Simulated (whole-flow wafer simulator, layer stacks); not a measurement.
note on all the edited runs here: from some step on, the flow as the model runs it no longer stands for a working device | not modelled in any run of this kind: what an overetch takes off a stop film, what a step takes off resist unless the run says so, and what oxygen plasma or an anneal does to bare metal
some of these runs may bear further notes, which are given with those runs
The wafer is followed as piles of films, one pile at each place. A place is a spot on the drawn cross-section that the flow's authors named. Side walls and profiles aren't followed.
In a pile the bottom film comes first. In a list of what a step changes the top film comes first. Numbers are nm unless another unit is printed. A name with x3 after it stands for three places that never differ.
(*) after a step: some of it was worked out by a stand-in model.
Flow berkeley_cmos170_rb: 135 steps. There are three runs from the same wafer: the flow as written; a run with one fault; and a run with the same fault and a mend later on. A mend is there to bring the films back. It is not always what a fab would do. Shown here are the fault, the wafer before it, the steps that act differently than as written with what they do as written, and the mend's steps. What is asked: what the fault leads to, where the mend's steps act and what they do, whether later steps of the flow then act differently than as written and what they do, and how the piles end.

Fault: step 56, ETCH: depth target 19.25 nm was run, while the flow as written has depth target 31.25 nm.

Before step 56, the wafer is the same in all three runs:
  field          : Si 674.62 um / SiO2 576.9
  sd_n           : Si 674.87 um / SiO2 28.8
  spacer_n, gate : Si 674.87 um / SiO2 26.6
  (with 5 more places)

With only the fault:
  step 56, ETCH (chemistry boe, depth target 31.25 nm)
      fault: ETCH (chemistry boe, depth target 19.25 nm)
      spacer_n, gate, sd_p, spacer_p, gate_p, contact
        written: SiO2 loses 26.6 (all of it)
        fault: SiO2 loses 19.2
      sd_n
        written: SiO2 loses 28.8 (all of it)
        fault: SiO2 loses 19.2
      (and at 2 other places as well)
  Steps further on in the flow that do not act as written (not shown: 31 more steps that differ only slightly, by at most 2% or 0.5 nm, whichever is larger):
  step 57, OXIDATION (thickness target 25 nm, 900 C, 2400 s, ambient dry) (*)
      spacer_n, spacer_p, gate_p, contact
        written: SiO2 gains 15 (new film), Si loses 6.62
        fault: SiO2 gains 12.6, Si loses 5.56
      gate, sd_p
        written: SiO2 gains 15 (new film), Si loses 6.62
        fault: SiO2 gains 12.6, Si loses 5.55
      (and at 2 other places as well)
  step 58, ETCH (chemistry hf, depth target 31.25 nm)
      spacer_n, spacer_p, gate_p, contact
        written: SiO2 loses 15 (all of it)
        fault: SiO2 loses 19.9 (all of it)
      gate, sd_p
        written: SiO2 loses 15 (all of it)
        fault: SiO2 loses 20 (all of it)
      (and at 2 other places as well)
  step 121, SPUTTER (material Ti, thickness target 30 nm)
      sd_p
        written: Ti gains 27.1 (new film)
        fault: Ti gains 25.2 (new film)
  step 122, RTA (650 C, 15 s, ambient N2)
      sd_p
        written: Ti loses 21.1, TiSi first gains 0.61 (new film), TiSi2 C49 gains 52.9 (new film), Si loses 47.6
        fault: Ti loses 19.7, TiSi2 C49 gains 50 (new film), Si loses 44.6
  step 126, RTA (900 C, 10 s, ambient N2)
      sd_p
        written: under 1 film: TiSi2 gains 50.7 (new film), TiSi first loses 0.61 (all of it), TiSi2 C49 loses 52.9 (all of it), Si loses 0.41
        fault: under 1 film: TiSi2 gains 47.1 (new film), TiSi2 C49 loses 50 (all of it)
  By the end, the piles at sd_p depart from the flow's by more than 2% or 0.5 nm, whichever is larger.
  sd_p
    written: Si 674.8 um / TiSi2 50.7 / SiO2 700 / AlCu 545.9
    fault: Si 674.81 um / TiSi2 47.1 / SiO2 700 / AlCu 541.4

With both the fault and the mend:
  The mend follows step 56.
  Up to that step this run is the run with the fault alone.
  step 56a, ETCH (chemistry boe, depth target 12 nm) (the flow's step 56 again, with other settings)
      spacer_n, spacer_p, gate_p, contact
        SiO2 loses 7.3 (all of it)
      gate, sd_p
        SiO2 loses 7.38 (all of it)
      field
        SiO2 loses 12
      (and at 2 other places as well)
  Every later step of the flow that is run acts as written, at every place that is followed, to within 2% or 0.5 nm, whichever is larger.
  At every place that both follow, the piles at the end match the flow's.
